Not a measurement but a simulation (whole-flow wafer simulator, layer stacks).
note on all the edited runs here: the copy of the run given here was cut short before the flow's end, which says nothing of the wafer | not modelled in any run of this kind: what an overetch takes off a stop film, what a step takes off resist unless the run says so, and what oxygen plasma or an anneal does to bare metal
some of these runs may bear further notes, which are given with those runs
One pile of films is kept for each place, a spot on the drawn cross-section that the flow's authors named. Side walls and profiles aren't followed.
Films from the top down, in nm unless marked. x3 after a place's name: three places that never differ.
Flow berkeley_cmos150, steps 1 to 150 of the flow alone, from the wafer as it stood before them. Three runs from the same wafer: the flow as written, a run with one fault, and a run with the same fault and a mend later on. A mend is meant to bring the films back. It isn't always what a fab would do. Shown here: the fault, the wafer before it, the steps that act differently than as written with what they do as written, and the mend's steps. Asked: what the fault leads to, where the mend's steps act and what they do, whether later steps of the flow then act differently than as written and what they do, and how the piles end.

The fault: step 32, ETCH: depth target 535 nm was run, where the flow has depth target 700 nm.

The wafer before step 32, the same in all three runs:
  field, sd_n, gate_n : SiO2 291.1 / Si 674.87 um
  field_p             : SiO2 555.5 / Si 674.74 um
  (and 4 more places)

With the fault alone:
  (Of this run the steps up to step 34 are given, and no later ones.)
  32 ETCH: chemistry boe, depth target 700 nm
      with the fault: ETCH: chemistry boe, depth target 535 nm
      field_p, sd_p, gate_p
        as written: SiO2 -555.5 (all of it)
        with the fault: SiO2 -535
  Later steps of the flow that act differently than as written:
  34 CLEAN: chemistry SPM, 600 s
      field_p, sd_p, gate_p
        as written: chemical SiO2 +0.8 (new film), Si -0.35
        with the fault: nothing
  After step 34 the piles differ from the flow's by more than 2% or 0.5 nm, whichever is larger, at field_p, sd_p, gate_p.
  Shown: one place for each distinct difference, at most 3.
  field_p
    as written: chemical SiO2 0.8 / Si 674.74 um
    with the fault: SiO2 20.5 / Si 674.74 um

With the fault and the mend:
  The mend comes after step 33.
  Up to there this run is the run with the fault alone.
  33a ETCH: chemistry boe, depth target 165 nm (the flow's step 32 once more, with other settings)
      field_p, sd_p, gate_p
        SiO2 -20.5 (all of it)
  No later step of the flow acts differently than as written at any place that is followed.
  At the end the piles are the same as the flow's at every place that both follow.
